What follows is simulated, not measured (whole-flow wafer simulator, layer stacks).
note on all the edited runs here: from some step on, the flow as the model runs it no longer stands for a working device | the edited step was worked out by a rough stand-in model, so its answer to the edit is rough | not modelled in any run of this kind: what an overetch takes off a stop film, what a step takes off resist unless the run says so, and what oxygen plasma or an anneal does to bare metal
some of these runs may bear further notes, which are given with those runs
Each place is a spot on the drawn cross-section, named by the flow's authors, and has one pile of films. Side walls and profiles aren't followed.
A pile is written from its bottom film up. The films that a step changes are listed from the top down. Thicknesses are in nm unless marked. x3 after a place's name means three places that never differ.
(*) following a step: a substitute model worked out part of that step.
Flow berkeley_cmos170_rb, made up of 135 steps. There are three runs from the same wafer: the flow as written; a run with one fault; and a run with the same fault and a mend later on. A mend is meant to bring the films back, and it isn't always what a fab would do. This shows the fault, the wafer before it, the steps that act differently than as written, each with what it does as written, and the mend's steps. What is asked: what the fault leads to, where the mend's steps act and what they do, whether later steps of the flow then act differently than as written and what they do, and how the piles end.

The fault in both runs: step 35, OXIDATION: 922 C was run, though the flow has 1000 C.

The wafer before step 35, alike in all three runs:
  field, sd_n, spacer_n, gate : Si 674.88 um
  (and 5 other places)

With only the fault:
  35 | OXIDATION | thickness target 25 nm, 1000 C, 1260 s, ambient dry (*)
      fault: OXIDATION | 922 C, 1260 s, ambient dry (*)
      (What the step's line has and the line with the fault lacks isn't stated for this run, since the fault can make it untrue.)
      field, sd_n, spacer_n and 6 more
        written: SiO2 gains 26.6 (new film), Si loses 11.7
        fault: SiO2 gains 12.3 (new film), Si loses 5.4
  Later steps of the flow acting differently than as written (34 other steps are not shown; they differ only slightly, by no more than 2% or 0.5 nm, whichever is larger):
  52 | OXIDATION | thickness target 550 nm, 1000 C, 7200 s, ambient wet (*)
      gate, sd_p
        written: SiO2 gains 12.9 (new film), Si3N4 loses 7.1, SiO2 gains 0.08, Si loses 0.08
        fault: SiO2 gains 12.9 (new film), Si3N4 loses 7.1
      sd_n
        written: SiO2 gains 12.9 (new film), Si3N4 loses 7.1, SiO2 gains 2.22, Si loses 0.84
        fault: SiO2 gains 12.9 (new film), Si3N4 loses 7.1
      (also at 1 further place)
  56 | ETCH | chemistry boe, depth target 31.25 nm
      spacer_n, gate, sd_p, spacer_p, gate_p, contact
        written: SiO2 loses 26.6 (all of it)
        fault: SiO2 loses 12.3 (all of it)
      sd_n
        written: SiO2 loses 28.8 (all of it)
        fault: SiO2 loses 12.3 (all of it)
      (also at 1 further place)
  When the end is reached, the piles differ only a little from the flow's at the places that both follow, at most by 2% or 0.5 nm, whichever is larger.

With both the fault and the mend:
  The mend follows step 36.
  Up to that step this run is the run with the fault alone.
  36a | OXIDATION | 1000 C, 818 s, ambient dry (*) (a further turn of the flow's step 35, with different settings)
      field, sd_n, spacer_n and 6 more
        SiO2 gains 14.2, Si loses 6.25
  None of the later steps of the flow differs from how it acts as written, at any place that is followed, by more than 2% or 0.5 nm, whichever is larger.
  At every place that both follow, the piles at the end match the flow's.
